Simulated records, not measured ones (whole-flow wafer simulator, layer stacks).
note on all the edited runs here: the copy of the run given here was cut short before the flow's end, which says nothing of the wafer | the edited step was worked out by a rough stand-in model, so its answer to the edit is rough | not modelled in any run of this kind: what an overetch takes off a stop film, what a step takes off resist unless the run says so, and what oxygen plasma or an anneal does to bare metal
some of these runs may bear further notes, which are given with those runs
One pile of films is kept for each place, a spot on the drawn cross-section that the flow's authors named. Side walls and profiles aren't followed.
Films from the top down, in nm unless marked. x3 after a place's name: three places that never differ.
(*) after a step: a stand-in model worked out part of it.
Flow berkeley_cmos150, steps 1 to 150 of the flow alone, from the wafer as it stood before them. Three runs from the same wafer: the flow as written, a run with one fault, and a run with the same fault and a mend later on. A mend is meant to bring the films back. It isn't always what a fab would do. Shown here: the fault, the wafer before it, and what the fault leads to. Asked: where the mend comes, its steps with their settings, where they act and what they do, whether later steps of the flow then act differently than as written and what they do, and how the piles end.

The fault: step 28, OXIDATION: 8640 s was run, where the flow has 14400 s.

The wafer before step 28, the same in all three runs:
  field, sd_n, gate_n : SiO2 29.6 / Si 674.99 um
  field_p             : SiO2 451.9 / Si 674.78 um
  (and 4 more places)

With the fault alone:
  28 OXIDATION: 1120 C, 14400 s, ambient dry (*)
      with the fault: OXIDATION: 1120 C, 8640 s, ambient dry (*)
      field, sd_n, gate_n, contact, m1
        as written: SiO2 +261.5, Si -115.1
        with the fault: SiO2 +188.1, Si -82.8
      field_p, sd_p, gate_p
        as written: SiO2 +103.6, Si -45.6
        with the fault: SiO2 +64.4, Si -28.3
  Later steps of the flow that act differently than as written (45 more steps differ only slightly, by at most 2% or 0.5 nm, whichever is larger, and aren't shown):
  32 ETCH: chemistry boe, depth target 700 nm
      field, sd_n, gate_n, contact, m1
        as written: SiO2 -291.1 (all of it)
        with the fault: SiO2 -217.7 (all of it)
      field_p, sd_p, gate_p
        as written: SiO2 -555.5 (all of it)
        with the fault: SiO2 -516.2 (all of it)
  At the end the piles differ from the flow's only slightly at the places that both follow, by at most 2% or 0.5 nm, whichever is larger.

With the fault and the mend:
  The mend comes after step 28.
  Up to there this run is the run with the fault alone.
  28a OXIDATION: 1120 C, 5760 s, ambient dry (*) (the flow's step 28 once more, with other settings)
      field, sd_n, gate_n, contact, m1
        SiO2 +73.3, Si -32.3
      field_p, sd_p, gate_p
        SiO2 +39.2, Si -17.3
  No later step of the flow acts differently than as written at any place that is followed.
  At the end the piles are the same as the flow's at every place that both follow.
